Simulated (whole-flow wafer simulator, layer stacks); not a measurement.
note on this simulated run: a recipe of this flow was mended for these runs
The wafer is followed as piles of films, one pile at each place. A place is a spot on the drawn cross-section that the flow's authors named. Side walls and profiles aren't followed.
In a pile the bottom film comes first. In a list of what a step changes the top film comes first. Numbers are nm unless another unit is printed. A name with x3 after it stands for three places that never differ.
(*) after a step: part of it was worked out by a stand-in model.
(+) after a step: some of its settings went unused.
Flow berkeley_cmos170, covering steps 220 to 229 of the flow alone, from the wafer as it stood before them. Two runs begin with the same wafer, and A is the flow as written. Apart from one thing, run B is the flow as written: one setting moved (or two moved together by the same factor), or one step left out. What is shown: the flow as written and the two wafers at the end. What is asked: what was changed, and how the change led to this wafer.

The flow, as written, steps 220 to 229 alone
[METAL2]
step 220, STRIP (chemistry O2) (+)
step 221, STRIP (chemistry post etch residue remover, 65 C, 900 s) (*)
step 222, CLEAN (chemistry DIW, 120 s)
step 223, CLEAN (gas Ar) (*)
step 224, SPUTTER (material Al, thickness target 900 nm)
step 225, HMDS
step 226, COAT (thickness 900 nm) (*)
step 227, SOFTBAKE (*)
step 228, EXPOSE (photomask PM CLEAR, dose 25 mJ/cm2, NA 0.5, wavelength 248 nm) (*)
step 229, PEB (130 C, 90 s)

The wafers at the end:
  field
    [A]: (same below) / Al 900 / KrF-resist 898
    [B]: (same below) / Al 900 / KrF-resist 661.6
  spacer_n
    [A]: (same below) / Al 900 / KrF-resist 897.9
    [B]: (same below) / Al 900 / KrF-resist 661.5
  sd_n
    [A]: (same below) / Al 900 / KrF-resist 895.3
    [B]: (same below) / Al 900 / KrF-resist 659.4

What caused this: step 226, COAT: thickness 663 nm was run, while the flow as written has thickness 900 nm.

The path from the change to this, step by step:
  step 226, COAT (thickness 900 nm) (*)
      field, mark: A KrF-resist gains 900 (new film) | B KrF-resist gains 663 (new film)
      spacer_n, gate_n: A KrF-resist gains 899.9 (new film) | B KrF-resist gains 662.9 (new film)
      (as well as at 9 more places)
  step 229, PEB (130 C, 90 s)
      field, mark, spacer_n, gate_n, sd_p, spacer_p, gate_p: A KrF-resist loses 2 | B KrF-resist loses 1.39
      sd_n: A KrF-resist loses 1.99 | B KrF-resist loses 1.39
      (as well as at 5 more places)
